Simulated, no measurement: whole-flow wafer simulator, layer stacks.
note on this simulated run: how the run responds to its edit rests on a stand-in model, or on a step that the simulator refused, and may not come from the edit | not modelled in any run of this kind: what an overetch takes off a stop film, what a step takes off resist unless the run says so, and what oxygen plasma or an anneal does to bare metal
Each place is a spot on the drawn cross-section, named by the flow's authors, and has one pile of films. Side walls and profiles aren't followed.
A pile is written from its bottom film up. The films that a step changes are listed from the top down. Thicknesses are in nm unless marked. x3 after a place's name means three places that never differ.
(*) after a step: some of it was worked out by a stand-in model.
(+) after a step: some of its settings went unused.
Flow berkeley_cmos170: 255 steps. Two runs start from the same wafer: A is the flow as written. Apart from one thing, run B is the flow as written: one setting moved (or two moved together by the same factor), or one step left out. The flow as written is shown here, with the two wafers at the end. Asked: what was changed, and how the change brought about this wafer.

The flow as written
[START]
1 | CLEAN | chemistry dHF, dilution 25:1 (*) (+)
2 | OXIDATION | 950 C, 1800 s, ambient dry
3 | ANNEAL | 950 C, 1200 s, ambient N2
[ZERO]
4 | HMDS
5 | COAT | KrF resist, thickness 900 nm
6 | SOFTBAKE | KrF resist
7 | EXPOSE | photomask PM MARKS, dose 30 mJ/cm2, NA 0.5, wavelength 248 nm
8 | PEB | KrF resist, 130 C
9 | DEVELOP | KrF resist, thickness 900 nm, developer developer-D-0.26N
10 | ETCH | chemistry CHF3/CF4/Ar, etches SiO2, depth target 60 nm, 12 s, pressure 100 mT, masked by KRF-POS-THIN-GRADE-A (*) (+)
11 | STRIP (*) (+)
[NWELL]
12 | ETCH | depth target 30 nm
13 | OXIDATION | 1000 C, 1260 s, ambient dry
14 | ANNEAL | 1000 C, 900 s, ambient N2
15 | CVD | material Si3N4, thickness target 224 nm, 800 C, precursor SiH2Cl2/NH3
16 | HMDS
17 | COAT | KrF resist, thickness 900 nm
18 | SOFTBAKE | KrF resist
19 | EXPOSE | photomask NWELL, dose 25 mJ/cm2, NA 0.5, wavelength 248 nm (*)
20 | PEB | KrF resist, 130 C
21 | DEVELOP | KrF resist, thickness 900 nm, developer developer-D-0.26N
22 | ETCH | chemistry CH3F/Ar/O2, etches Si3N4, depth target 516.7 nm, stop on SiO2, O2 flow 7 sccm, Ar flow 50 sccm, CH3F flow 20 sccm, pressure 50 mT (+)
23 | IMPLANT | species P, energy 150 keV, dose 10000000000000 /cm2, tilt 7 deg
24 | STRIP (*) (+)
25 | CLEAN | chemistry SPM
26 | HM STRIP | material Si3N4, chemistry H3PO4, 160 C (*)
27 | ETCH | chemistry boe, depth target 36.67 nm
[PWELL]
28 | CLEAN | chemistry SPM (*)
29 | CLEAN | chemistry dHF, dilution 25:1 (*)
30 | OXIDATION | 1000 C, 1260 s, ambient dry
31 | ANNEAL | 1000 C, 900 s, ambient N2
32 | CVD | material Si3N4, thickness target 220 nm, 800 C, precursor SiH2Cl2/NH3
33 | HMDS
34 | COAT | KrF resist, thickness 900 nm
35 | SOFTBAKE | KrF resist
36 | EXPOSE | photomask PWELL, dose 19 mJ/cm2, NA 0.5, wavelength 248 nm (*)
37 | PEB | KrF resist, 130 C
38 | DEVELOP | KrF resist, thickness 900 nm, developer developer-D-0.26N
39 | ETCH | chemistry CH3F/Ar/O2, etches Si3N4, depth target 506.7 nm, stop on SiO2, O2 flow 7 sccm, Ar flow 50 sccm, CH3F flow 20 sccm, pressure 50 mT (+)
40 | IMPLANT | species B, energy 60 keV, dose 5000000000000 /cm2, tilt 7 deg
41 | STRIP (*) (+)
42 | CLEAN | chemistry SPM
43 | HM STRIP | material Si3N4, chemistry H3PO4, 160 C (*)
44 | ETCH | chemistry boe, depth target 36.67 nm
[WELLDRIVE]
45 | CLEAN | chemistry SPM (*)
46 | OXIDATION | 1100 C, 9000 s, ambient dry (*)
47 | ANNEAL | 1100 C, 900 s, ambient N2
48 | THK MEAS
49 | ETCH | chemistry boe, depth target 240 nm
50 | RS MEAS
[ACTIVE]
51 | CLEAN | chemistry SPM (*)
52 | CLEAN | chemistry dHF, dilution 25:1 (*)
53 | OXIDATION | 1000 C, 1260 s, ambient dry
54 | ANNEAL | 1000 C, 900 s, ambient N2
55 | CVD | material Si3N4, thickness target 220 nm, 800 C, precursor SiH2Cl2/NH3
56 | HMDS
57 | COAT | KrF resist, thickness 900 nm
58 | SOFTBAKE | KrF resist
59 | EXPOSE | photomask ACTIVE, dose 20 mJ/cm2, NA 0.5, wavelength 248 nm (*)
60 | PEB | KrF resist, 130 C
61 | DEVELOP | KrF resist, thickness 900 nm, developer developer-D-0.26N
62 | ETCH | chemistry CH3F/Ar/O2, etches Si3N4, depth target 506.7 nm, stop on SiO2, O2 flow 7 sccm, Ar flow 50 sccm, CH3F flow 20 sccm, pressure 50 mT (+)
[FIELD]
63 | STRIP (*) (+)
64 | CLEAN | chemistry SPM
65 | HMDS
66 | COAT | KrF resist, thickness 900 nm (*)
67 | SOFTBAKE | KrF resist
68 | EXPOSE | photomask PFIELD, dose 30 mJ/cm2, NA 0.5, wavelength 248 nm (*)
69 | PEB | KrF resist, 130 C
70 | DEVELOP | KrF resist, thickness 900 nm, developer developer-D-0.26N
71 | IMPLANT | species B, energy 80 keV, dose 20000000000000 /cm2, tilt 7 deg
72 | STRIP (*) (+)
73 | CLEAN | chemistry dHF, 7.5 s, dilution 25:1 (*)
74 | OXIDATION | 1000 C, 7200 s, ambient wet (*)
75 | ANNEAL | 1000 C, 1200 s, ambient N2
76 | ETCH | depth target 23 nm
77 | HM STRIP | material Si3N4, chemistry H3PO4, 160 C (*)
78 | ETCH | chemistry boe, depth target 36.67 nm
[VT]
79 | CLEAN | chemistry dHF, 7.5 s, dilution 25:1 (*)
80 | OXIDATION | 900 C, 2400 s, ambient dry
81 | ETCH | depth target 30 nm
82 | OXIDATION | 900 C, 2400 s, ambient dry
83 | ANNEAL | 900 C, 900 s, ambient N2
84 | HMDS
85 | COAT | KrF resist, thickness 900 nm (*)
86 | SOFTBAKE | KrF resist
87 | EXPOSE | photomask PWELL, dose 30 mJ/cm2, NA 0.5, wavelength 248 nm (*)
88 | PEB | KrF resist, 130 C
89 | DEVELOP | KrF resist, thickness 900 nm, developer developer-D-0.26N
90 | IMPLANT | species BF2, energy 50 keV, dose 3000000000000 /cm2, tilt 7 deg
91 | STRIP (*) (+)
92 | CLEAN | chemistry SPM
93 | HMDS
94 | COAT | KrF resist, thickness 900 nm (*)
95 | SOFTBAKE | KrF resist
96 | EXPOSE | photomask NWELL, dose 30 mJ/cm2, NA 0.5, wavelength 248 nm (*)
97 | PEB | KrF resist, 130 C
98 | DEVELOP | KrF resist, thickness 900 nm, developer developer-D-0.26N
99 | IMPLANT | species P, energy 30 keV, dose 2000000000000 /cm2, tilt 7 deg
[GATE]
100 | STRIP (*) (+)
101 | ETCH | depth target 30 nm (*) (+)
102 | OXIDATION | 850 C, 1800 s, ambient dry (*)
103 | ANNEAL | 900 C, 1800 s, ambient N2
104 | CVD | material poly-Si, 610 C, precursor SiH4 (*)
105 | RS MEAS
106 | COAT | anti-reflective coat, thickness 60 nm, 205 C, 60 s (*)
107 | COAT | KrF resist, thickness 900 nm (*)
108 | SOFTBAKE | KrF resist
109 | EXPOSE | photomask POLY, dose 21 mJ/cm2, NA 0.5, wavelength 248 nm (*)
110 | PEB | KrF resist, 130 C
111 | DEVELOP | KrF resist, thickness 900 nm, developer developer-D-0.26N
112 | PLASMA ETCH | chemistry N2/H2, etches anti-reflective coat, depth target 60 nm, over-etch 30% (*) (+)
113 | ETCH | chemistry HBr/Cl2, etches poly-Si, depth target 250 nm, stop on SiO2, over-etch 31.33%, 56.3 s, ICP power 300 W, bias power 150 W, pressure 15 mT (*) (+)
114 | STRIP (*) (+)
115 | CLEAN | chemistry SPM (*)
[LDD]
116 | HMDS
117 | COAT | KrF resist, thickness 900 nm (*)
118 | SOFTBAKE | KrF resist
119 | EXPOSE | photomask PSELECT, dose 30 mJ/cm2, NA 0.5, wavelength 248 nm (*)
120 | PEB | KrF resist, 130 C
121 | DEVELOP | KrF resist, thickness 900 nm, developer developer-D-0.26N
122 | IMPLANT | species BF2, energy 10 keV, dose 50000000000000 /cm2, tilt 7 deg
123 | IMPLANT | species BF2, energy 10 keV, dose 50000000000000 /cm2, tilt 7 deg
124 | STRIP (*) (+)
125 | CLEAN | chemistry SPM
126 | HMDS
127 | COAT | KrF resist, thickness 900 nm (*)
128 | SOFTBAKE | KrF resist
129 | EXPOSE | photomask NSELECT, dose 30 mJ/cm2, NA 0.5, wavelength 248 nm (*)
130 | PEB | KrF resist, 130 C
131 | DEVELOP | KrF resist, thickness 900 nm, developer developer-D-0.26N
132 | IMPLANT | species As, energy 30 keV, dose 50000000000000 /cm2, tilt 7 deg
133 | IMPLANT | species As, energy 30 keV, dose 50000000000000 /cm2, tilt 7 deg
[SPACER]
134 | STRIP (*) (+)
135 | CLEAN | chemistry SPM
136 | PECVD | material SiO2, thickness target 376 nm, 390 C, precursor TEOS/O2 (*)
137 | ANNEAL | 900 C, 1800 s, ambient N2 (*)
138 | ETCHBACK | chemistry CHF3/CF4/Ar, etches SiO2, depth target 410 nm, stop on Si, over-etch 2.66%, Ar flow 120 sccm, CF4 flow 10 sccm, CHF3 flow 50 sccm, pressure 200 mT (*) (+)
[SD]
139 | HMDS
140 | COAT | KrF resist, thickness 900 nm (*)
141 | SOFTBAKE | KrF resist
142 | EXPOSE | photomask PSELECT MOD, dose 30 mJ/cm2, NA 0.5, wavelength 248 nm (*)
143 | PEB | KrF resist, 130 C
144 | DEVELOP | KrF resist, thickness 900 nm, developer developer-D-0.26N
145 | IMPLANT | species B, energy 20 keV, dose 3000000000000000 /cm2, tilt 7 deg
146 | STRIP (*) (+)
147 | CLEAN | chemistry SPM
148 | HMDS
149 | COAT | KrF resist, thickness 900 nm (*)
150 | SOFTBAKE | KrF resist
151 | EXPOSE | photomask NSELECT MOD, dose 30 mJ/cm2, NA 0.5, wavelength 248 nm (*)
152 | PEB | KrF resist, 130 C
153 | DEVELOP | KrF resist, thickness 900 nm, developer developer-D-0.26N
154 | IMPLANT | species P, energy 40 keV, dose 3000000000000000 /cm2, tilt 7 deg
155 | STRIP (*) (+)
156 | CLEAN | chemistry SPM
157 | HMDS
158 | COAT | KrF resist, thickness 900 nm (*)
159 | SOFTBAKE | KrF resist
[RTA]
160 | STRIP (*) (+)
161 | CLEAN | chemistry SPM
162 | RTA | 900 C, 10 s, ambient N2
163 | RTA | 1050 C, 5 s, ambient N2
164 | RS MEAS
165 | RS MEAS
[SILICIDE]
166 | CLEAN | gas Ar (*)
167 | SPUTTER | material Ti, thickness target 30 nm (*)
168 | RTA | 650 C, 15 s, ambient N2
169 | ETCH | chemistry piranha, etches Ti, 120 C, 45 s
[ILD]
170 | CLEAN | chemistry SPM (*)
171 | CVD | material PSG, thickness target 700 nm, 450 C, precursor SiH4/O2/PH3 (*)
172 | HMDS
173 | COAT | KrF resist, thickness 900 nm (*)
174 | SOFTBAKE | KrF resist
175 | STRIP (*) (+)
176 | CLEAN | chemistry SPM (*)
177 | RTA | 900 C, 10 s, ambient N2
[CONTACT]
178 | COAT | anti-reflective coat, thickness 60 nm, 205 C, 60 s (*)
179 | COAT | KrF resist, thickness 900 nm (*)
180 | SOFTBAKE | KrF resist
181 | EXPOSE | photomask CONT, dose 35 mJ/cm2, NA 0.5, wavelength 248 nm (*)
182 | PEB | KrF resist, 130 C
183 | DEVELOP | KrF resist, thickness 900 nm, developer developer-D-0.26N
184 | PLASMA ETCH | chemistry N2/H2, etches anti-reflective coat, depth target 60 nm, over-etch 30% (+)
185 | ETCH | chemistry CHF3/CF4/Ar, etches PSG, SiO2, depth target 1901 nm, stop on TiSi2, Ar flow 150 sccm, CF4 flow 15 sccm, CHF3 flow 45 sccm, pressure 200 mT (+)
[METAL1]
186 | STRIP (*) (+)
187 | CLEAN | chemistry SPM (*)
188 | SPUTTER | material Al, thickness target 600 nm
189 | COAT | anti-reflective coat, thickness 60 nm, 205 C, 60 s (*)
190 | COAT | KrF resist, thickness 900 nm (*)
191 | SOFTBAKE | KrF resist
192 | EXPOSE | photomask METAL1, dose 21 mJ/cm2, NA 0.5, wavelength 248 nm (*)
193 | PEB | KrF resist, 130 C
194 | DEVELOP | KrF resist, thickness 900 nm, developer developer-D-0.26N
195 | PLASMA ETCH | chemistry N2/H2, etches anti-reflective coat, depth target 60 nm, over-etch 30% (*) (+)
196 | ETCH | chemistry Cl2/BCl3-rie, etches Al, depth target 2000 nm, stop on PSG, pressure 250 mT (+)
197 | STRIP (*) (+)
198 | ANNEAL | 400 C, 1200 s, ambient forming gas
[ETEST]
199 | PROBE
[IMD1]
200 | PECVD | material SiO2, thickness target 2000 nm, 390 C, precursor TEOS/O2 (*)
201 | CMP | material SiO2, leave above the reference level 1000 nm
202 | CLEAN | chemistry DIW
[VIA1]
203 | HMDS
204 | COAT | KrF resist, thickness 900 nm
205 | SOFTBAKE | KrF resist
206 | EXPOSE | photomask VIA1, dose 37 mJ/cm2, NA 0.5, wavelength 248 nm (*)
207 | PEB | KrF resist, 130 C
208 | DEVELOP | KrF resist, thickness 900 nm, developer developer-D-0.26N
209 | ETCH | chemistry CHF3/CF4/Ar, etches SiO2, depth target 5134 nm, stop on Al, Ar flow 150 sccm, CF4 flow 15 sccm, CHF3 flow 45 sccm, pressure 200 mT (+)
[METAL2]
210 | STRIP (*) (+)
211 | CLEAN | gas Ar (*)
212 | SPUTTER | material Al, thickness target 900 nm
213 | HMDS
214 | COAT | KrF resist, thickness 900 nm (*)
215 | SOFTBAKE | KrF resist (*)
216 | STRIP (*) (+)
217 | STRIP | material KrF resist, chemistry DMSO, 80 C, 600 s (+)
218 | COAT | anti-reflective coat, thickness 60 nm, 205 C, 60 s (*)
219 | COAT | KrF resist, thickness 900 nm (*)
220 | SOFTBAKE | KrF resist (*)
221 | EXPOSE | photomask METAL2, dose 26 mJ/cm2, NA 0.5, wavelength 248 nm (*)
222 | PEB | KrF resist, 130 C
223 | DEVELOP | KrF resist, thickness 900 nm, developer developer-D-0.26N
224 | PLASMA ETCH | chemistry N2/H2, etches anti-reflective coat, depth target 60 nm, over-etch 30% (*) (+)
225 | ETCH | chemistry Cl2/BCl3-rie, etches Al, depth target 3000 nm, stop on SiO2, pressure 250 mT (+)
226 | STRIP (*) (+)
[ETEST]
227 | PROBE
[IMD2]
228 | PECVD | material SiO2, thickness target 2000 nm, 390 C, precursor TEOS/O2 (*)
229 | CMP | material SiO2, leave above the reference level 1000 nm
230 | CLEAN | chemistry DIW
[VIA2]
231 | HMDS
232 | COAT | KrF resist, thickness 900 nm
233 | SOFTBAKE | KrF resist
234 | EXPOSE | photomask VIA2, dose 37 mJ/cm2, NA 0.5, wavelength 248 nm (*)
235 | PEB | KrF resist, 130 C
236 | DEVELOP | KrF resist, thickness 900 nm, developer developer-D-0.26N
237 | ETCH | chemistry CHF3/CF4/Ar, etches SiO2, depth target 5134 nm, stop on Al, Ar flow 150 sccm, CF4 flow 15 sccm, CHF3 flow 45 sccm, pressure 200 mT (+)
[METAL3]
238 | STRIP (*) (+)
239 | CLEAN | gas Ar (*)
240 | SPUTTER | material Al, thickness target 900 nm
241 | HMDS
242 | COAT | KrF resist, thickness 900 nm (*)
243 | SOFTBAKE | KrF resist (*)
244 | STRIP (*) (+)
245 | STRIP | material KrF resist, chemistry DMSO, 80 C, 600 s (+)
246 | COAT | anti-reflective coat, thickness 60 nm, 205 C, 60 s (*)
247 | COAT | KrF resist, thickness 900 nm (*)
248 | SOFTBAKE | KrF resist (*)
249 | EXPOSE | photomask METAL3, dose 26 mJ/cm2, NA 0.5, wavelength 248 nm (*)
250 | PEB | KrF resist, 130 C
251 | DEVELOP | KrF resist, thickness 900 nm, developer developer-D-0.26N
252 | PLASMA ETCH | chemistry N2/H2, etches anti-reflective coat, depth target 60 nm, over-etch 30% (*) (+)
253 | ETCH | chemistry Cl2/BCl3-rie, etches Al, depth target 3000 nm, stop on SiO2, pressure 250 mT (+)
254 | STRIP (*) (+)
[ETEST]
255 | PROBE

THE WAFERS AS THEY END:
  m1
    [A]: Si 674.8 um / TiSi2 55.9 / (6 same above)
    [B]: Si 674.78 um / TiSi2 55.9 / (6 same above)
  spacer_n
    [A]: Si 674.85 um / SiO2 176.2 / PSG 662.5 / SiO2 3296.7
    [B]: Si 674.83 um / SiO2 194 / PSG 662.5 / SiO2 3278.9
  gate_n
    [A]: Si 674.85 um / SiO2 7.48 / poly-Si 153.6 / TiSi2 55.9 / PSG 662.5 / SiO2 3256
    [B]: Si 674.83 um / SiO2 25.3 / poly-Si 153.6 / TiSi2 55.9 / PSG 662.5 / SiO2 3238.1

What caused this: step 80, OXIDATION: 1080 C was run, whereas the flow has 900 C.

How this came from the change, step by step:
  80 | OXIDATION | 900 C, 2400 s, ambient dry
      sd_n, spacer_n, gate_n and 8 more: A +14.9 SiO2 (new film), -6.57 Si | B +75.7 SiO2 (new film), -33.3 Si
      field: A +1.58 SiO2, -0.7 Si | B +12.7 SiO2, -5.58 Si
  81 | ETCH | depth target 30 nm
      sd_n, spacer_n, gate_n and 8 more: A -14.9 SiO2 (all of it) | B -30 SiO2
  82 | OXIDATION | 900 C, 2400 s, ambient dry
      sd_n, spacer_n, gate_n and 8 more: A +14.9 SiO2 (new film), -6.57 Si | B +6.34 SiO2, -2.79 Si
  101 | ETCH | depth target 30 nm (*) (+)
      sd_n, spacer_n, gate_n and 8 more: A -14.9 SiO2 (all of it) | B -30 SiO2
  102 | OXIDATION | 850 C, 1800 s, ambient dry (*)
      sd_n, spacer_n, gate_n and 8 more: A +7.48 SiO2 (new film), -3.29 Si | B +3.25 SiO2, -1.43 Si
  106 | COAT | anti-reflective coat, thickness 60 nm, 205 C, 60 s (*)
      field: A +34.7 anti-reflective coat (new film) | B +35.7 anti-reflective coat (new film)
      sd_n: A +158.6 anti-reflective coat (new film) | B +170.2 anti-reflective coat (new film)
      (also at 5 further places)
  112 | PLASMA ETCH | chemistry N2/H2, etches anti-reflective coat, depth target 60 nm, over-etch 30% (*) (+)
      field: A -34.7 anti-reflective coat (all of it), -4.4 poly-Si | B -35.7 anti-reflective coat (all of it), -4.76 poly-Si
      sd_n: A -158.6 anti-reflective coat (all of it), -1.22 poly-Si | B -170.2 anti-reflective coat (all of it), -1.31 poly-Si
      (also at 3 further places)
  114 | STRIP (*) (+)
      gate_n: A +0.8 chemical SiO2 (new film), -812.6 KrF resist (all of it), -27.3 anti-reflective coat (all of it), -0.35 poly-Si | B +0.8 chemical SiO2 (new film), -822.6 KrF resist (all of it), -24.8 anti-reflective coat (all of it), -0.35 poly-Si
      gate_p: A +0.8 chemical SiO2 (new film), -782.1 KrF resist (all of it), -29.6 anti-reflective coat (all of it), -0.35 poly-Si | B +0.8 chemical SiO2 (new film), -787.3 KrF resist (all of it), -28.4 anti-reflective coat (all of it), -0.35 poly-Si
  138 | ETCHBACK | chemistry CHF3/CF4/Ar, etches SiO2, depth target 410 nm, stop on Si, over-etch 2.66%, Ar flow 120 sccm, CF4 flow 10 sccm, CHF3 flow 50 sccm, pressure 200 mT (*) (+)
      sd_n, sd_p, contact, m1, via1, m2, via2: A -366 SiO2 (all of it) | B -383.8 SiO2 (all of it)
  178 | COAT | anti-reflective coat, thickness 60 nm, 205 C, 60 s (*)
      sd_n: A +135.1 anti-reflective coat (new film) | B +154.2 anti-reflective coat (new film)
      sd_p: A +83.4 anti-reflective coat (new film) | B +86.2 anti-reflective coat (new film)
      (also at 3 further places)
  184 | PLASMA ETCH | chemistry N2/H2, etches anti-reflective coat, depth target 60 nm, over-etch 30% (+)
      field, sd_n, spacer_n and 8 more: A -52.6 KrF resist | B -54.4 KrF resist
      contact: A -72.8 anti-reflective coat (all of it), -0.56 PSG | B -75.4 anti-reflective coat (all of it), -0.58 PSG
  186 | STRIP (*) (+)
      sd_n: A -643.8 KrF resist (all of it), -135.1 anti-reflective coat (all of it) | B -639.6 KrF resist (all of it), -154.2 anti-reflective coat (all of it)
      sd_p: A -702.2 KrF resist (all of it), -83.4 anti-reflective coat (all of it) | B -712.7 KrF resist (all of it), -86.2 anti-reflective coat (all of it)
      (also at 2 further places)
  189 | COAT | anti-reflective coat, thickness 60 nm, 205 C, 60 s (*)
      sd_p: A +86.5 anti-reflective coat (new film) | B +91.1 anti-reflective coat (new film)
      m1: A +63 anti-reflective coat (new film) | B +61.2 anti-reflective coat (new film)
      (also at 1 further place)
  195 | PLASMA ETCH | chemistry N2/H2, etches anti-reflective coat, depth target 60 nm, over-etch 30% (*) (+)
      contact, m1, via1, m2, via2: A -62.5 KrF resist | B -65.8 KrF resist
      sd_p: A -86.5 anti-reflective coat (all of it) | B -91.1 anti-reflective coat (all of it)
  196 | ETCH | chemistry Cl2/BCl3-rie, etches Al, depth target 2000 nm, stop on PSG, pressure 250 mT (+)
      sd_p: A -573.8 Al (all of it), -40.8 PSG | B -562.5 Al (all of it), -42.2 PSG
  197 | STRIP (*) (+)
      m1: A -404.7 KrF resist (all of it), -63 anti-reflective coat (all of it) | B -410.5 KrF resist (all of it), -61.2 anti-reflective coat (all of it)
      m2: A -412.9 KrF resist (all of it), -61.1 anti-reflective coat (all of it) | B -420.9 KrF resist (all of it), -57.6 anti-reflective coat (all of it)
  201 | CMP | material SiO2, leave above the reference level 1000 nm
      spacer_n, spacer_p: A -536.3 SiO2 | B -554.2 SiO2
      gate_n, gate_p: A -577.1 SiO2 | B -594.9 SiO2
      (also at 2 further places)
